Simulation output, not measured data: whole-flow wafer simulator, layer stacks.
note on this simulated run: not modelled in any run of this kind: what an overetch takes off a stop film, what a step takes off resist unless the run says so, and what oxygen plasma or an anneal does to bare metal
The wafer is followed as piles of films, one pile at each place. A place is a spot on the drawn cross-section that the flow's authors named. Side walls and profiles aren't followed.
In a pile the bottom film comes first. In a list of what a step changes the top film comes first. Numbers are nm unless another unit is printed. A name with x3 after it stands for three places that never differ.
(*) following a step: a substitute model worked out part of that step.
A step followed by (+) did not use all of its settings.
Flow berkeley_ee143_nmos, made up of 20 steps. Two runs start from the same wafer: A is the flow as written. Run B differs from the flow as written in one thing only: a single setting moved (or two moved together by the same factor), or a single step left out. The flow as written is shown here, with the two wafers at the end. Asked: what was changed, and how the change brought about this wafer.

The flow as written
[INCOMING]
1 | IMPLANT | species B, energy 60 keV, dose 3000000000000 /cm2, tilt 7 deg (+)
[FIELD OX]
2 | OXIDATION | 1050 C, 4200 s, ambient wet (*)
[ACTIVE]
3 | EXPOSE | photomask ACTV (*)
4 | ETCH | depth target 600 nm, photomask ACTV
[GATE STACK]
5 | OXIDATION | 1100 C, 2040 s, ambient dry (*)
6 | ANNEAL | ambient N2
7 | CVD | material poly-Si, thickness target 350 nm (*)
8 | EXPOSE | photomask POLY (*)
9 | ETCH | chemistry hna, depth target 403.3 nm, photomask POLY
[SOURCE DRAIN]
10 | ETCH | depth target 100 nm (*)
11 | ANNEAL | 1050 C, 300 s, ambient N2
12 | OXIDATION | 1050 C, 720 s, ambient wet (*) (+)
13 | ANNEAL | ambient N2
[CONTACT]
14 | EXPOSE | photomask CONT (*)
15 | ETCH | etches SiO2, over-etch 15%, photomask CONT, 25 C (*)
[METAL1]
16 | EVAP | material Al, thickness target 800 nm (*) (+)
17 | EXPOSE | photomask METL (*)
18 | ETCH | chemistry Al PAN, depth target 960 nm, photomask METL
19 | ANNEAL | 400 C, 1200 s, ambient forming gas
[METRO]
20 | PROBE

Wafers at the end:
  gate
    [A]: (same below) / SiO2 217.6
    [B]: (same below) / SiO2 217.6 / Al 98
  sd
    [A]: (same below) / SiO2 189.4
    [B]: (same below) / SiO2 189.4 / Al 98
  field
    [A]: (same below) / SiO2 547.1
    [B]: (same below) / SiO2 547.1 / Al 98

The reason: step 18, ETCH: depth target 702 nm was run, while the flow as written has depth target 960 nm.

How this came from the change, step by step:
  18 | ETCH | chemistry Al PAN, depth target 960 nm, photomask METL
      gate, sd, field: A -800 Al (all of it) | B -702 Al
With metal films that touch counted as one body, gate has 1 body; the flow as written gives 0 bodies.
With metal films that touch counted as one body, sd has 1 body; the flow as written gives 0 bodies.
With metal films that touch counted as one body, field has 1 body; the flow as written gives 0 bodies.
